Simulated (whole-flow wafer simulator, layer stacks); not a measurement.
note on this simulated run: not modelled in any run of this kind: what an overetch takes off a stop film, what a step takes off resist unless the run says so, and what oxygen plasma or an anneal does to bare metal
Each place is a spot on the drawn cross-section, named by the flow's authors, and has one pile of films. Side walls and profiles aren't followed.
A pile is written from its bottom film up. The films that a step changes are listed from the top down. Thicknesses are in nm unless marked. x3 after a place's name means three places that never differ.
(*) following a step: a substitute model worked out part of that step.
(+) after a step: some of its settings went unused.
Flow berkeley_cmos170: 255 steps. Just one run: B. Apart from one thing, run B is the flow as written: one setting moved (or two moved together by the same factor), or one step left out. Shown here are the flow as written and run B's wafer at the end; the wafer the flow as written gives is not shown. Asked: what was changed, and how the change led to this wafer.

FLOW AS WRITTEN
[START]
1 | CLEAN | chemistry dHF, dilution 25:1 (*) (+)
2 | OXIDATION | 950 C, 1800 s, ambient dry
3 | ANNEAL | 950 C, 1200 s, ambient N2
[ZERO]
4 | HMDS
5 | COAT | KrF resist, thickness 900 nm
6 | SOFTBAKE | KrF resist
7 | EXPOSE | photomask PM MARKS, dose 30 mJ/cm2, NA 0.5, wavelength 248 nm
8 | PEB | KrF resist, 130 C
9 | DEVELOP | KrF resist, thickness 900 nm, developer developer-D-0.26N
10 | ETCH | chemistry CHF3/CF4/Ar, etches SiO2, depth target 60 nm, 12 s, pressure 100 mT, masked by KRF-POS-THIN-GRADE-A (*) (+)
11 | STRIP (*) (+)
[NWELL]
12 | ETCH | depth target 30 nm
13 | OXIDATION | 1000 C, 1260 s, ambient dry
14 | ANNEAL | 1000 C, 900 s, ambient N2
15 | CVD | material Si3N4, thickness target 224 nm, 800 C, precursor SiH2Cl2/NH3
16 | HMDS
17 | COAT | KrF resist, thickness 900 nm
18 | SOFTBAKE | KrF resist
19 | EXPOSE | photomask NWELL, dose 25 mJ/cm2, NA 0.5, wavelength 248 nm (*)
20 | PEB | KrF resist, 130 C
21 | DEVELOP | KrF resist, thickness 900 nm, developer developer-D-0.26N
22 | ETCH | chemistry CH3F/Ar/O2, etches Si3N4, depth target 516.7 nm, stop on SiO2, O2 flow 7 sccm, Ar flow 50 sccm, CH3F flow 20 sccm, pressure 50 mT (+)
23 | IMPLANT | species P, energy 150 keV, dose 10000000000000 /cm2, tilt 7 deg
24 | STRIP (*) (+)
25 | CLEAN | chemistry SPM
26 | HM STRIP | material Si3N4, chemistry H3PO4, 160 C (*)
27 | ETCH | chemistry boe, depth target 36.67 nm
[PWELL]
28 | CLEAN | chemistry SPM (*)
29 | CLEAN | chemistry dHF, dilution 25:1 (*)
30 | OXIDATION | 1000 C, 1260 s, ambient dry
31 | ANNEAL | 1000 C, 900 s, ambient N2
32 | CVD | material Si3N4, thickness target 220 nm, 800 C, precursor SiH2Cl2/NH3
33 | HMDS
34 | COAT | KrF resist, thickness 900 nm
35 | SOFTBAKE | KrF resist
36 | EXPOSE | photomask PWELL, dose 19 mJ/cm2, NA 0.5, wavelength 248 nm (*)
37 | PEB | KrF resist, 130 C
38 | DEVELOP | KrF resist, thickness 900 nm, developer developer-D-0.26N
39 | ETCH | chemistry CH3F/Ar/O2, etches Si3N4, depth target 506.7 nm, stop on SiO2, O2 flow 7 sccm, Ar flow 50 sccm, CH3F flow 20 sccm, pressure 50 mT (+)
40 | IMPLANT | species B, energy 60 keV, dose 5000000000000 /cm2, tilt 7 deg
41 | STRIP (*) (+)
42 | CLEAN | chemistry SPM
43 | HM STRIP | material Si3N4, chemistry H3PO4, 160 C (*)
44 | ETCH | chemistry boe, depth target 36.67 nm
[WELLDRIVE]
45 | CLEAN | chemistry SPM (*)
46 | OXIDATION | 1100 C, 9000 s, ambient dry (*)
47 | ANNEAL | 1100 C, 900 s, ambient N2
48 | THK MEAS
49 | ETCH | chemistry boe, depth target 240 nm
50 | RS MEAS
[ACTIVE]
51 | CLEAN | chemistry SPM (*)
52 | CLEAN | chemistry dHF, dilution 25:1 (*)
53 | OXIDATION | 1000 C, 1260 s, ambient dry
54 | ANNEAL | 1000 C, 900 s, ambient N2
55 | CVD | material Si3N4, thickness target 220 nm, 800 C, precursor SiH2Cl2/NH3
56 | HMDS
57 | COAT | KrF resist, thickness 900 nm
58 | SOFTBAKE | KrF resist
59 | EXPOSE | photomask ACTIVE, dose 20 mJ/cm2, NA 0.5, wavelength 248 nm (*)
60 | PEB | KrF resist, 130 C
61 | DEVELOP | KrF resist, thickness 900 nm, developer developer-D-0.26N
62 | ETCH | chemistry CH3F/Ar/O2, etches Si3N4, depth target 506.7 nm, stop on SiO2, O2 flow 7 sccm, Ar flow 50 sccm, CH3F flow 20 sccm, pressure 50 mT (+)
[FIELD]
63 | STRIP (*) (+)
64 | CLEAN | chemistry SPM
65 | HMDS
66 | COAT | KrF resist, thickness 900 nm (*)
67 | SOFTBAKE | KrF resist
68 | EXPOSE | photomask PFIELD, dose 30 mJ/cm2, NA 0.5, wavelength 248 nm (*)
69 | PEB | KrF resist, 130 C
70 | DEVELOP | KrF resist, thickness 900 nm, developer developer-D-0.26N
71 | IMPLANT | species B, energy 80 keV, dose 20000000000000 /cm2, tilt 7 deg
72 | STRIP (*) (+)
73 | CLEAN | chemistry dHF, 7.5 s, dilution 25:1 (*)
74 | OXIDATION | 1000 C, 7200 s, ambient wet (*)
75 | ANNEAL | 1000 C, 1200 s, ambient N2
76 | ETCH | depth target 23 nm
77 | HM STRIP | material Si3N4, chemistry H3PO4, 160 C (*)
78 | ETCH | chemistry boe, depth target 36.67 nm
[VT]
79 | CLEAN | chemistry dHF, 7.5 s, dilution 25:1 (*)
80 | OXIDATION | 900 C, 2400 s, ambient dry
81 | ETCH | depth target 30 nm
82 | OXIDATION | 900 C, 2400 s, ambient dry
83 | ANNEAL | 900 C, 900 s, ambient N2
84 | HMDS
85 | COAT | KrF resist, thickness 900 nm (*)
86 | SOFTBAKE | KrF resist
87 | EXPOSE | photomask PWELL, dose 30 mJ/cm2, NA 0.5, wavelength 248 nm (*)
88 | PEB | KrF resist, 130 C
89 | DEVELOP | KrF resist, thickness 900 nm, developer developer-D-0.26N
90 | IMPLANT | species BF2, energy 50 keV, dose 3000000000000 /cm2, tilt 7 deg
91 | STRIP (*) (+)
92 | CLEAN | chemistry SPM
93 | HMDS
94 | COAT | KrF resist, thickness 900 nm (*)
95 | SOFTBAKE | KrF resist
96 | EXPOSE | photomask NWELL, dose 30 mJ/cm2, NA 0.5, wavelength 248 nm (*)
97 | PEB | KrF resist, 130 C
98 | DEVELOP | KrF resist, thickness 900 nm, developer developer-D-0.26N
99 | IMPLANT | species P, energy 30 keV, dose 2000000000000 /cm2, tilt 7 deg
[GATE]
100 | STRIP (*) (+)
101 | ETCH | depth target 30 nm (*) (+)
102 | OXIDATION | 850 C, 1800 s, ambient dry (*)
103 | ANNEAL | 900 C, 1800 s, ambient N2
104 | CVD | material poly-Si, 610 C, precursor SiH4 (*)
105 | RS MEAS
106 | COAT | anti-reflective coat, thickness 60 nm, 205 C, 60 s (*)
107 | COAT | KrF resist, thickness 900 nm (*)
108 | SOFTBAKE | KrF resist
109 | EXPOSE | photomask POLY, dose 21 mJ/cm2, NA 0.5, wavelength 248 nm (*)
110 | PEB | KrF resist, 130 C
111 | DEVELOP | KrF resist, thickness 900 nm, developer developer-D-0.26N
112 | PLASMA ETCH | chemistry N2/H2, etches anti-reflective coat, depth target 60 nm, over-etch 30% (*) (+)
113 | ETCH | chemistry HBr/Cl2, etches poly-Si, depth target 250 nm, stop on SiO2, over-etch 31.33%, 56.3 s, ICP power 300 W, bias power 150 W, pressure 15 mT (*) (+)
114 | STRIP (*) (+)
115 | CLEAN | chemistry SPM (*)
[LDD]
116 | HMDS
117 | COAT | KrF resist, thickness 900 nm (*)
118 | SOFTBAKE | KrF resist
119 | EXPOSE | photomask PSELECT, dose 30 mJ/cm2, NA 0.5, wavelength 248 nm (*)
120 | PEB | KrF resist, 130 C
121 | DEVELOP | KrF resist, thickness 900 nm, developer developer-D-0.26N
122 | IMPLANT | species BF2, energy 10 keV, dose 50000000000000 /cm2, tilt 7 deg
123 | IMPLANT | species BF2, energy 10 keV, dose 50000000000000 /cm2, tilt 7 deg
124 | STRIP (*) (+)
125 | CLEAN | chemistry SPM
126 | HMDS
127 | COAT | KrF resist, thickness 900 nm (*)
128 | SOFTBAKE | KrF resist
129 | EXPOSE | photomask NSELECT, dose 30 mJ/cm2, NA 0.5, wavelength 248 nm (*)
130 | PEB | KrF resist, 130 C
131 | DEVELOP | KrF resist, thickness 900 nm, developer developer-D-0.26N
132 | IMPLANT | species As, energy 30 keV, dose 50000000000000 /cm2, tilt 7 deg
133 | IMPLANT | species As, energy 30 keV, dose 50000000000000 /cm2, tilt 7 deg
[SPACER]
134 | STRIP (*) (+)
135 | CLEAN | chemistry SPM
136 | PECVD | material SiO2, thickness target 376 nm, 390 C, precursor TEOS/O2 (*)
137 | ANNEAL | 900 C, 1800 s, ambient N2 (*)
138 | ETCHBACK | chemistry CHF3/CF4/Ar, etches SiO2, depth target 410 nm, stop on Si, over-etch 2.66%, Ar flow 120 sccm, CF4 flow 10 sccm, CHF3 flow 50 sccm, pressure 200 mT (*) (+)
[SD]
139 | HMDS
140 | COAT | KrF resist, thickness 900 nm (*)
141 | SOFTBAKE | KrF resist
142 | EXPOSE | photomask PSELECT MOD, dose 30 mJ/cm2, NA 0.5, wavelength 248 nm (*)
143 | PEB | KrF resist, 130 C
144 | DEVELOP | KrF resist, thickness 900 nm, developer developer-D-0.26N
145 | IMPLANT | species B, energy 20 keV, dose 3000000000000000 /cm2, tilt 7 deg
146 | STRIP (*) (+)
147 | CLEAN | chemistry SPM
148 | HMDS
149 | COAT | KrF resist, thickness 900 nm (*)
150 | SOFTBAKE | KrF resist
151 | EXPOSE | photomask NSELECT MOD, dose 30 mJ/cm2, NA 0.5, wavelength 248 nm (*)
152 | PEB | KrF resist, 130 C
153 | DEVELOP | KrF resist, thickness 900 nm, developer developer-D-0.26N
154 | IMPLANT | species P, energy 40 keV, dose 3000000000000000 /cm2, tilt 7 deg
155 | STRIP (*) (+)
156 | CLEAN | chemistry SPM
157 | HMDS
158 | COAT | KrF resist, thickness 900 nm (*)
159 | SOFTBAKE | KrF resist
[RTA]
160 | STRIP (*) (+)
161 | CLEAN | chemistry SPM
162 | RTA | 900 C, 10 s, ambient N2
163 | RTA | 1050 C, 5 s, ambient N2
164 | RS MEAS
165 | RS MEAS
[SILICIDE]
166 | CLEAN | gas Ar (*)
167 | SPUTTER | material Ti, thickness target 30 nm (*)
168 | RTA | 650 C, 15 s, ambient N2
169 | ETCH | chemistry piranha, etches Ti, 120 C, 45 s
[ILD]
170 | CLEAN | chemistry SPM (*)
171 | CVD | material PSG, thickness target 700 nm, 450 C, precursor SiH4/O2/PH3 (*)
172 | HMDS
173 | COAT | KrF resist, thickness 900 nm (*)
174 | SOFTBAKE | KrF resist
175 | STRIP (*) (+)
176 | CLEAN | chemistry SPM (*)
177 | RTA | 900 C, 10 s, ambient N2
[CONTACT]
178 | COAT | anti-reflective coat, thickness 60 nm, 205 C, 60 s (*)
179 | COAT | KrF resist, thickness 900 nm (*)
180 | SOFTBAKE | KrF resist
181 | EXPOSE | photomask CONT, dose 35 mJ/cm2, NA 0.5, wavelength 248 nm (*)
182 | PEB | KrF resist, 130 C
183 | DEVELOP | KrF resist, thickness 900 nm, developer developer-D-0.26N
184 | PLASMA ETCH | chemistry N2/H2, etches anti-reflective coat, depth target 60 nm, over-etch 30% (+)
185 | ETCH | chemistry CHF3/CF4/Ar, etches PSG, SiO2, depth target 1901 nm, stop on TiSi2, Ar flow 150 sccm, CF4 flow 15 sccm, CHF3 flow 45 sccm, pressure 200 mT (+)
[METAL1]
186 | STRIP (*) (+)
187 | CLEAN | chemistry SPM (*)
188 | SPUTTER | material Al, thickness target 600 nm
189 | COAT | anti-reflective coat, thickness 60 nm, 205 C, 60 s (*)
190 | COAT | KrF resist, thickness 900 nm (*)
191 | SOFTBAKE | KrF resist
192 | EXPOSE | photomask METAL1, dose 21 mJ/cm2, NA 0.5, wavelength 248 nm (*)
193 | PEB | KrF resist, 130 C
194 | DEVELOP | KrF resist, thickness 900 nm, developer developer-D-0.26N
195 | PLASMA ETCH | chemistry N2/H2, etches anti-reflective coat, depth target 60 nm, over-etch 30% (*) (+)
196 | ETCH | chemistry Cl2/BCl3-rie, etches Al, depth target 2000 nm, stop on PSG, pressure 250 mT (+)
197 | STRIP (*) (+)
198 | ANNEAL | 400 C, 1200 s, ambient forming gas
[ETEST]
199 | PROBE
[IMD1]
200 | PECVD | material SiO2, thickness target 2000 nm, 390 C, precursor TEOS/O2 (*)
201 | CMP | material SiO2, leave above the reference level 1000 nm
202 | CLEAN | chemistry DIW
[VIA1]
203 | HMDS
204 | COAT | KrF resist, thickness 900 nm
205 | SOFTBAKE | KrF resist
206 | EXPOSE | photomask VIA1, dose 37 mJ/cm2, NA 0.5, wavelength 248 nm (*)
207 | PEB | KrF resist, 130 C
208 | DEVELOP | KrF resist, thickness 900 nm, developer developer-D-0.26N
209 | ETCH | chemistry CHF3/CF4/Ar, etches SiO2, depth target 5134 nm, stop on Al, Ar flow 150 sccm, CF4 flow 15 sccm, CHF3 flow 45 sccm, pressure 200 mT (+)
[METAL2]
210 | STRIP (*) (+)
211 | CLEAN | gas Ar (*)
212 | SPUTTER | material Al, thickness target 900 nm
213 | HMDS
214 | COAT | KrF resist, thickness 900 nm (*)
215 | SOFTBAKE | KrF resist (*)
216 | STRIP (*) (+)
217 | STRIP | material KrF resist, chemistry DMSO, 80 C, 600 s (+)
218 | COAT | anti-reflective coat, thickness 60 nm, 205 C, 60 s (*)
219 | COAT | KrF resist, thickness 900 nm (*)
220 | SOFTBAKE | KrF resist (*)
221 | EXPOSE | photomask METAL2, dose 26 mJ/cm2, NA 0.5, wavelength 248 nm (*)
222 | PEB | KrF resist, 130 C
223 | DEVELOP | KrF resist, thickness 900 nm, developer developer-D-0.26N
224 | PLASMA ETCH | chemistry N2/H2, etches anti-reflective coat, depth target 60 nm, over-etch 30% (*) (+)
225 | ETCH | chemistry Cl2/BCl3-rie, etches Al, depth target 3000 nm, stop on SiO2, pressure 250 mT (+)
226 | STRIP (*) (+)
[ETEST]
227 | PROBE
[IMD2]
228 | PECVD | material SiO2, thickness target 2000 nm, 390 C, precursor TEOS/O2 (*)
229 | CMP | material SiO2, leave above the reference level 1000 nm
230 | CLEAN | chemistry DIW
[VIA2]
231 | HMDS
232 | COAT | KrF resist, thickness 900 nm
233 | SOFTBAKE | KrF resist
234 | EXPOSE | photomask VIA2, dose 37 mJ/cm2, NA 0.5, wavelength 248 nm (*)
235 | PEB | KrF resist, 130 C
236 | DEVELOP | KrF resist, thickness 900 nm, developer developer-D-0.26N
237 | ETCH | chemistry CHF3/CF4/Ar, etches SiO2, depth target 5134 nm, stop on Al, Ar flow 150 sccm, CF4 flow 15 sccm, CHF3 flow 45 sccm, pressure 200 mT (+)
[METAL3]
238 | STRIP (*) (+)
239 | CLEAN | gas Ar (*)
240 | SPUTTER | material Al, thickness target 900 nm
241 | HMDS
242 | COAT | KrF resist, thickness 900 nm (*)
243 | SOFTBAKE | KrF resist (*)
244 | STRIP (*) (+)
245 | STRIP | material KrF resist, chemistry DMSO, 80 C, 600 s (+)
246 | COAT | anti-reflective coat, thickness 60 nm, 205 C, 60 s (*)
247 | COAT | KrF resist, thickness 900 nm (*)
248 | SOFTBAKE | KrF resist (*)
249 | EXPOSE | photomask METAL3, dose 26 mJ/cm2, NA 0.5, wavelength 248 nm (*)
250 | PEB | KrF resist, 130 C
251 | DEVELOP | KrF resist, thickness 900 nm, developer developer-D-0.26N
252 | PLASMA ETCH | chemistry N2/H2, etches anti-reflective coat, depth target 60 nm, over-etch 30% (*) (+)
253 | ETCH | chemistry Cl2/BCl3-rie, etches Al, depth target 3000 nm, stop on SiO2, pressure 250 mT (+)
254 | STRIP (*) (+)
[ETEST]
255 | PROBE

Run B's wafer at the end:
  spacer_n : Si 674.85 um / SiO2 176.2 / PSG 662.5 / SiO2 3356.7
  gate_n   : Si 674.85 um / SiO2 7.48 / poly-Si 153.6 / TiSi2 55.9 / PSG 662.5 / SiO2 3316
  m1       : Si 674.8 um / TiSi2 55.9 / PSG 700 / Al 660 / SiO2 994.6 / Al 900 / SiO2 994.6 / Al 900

What caused this: step 188, SPUTTER: thickness target 660 nm was run, though the flow has thickness target 600 nm.
One can read it off the wafer: m1 has Al 660, and step 188 as written asks for 600 nm.

Step by step, how the change led to this:
  188 | SPUTTER | material Al, thickness target 600 nm
      field, sd_n, spacer_n and 7 more: Al gains 660 (new film) (as written it would have been: Al gains 600 (new film))
      sd_p: Al gains 633.2 (new film) (as written it would have been: Al gains 573.8 (new film))
      (also at 1 further place)
  189 | COAT | anti-reflective coat, thickness 60 nm, 205 C, 60 s (*)
      sd_n: anti-reflective coat gains 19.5 (new film) (as written it would have been: anti-reflective coat gains 17.7 (new film))
      contact: anti-reflective coat gains 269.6 (new film) (as written it would have been: anti-reflective coat gains 261.9 (new film))
  195 | PLASMA ETCH | chemistry N2/H2, etches anti-reflective coat, depth target 60 nm, over-etch 30% (*) (+)
      sd_n: anti-reflective coat loses 19.5 (all of it) (as written it would have been: anti-reflective coat loses 17.7 (all of it))
  196 | ETCH | chemistry Cl2/BCl3-rie, etches Al, depth target 2000 nm, stop on PSG, pressure 250 mT (+)
      field, sd_n, spacer_n, gate_n, spacer_p, gate_p: Al loses 660 (all of it), PSG loses 37.5 (as written it would have been: Al loses 600 (all of it), PSG loses 37.5)
      contact, m1, via1, m2, via2: KrF resist loses 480 (as written it would have been: KrF resist loses 450)
      (also at 1 further place)
  197 | STRIP (*) (+)
      contact: KrF resist loses 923 (all of it), anti-reflective coat loses 269.6 (all of it) (as written it would have been: KrF resist loses 966.1 (all of it), anti-reflective coat loses 261.9 (all of it))
      m1: KrF resist loses 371 (all of it), anti-reflective coat loses 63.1 (all of it) (as written it would have been: KrF resist loses 404.7 (all of it), anti-reflective coat loses 63 (all of it))
      (also at 3 further places)
  201 | CMP | material SiO2, leave above the reference level 1000 nm
      spacer_n, spacer_p: SiO2 loses 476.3 (as written it would have been: SiO2 loses 536.3)
      gate_n, gate_p: SiO2 loses 517.1 (as written it would have been: SiO2 loses 577.1)
      (also at 4 further places)
